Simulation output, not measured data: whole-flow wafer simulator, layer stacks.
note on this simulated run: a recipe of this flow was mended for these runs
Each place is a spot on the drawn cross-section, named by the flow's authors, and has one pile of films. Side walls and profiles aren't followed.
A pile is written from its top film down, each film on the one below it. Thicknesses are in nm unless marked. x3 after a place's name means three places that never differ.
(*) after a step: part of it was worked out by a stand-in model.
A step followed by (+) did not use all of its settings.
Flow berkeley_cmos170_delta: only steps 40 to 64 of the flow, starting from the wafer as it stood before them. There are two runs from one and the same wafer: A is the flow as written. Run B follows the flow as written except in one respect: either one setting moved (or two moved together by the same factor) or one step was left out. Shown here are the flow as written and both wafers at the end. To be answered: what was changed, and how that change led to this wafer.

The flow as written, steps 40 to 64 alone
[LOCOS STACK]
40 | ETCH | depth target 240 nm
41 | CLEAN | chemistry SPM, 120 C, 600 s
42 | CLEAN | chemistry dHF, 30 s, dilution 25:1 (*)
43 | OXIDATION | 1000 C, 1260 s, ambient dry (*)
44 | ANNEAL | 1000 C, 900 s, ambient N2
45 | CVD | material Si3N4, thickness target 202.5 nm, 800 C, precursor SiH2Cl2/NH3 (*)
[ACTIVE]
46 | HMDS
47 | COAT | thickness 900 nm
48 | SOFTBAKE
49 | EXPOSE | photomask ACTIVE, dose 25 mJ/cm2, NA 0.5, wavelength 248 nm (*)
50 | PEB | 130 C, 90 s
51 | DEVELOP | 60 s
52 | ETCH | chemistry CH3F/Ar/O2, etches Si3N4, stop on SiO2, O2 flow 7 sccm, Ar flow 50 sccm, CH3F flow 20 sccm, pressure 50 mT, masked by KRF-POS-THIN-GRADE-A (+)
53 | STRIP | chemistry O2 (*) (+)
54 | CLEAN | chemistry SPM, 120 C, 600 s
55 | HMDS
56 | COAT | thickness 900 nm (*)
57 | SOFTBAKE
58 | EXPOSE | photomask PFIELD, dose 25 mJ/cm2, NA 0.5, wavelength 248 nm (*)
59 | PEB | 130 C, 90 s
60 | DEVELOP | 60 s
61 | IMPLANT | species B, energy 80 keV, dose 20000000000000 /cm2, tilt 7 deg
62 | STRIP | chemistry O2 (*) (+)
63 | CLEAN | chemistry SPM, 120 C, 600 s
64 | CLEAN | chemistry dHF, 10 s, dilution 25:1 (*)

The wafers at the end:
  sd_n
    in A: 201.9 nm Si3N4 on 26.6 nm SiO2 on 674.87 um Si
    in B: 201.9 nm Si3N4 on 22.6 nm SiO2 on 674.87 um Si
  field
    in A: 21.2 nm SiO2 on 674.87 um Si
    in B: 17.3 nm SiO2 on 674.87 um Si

Cause: step 43, OXIDATION: 929 s was run, though the flow has 1260 s.

How this came from the change, step by step:
  43 | OXIDATION | 1000 C, 1260 s, ambient dry (*)
      field, sd_n, spacer_n and 6 more: A SiO2 gains 26.6 (new film), Si loses 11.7 | B SiO2 gains 22.6 (new film), Si loses 9.94
